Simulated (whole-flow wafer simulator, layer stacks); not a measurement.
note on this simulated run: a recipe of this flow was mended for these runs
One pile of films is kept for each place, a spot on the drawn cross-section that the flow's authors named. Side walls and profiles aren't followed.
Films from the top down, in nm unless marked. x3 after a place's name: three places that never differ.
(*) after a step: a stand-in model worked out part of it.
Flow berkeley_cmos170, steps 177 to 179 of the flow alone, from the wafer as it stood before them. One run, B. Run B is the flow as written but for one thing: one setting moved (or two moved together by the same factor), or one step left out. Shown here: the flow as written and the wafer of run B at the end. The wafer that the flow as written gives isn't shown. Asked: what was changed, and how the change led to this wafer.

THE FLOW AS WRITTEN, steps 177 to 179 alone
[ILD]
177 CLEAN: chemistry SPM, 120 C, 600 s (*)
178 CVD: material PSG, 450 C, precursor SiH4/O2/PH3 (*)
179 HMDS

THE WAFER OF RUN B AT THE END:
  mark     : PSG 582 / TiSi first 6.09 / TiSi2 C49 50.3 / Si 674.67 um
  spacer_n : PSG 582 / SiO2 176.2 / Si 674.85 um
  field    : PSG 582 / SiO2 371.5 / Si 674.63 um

The cause: step 178, CVD: 423 C was run, where the flow has 450 C.

How the change led to this, step by step:
  178 CVD: material PSG, 450 C, precursor SiH4/O2/PH3 (*)
      field, mark, sd_n and 10 more: PSG +582 (new film) (as written it would be: PSG +700 (new film))
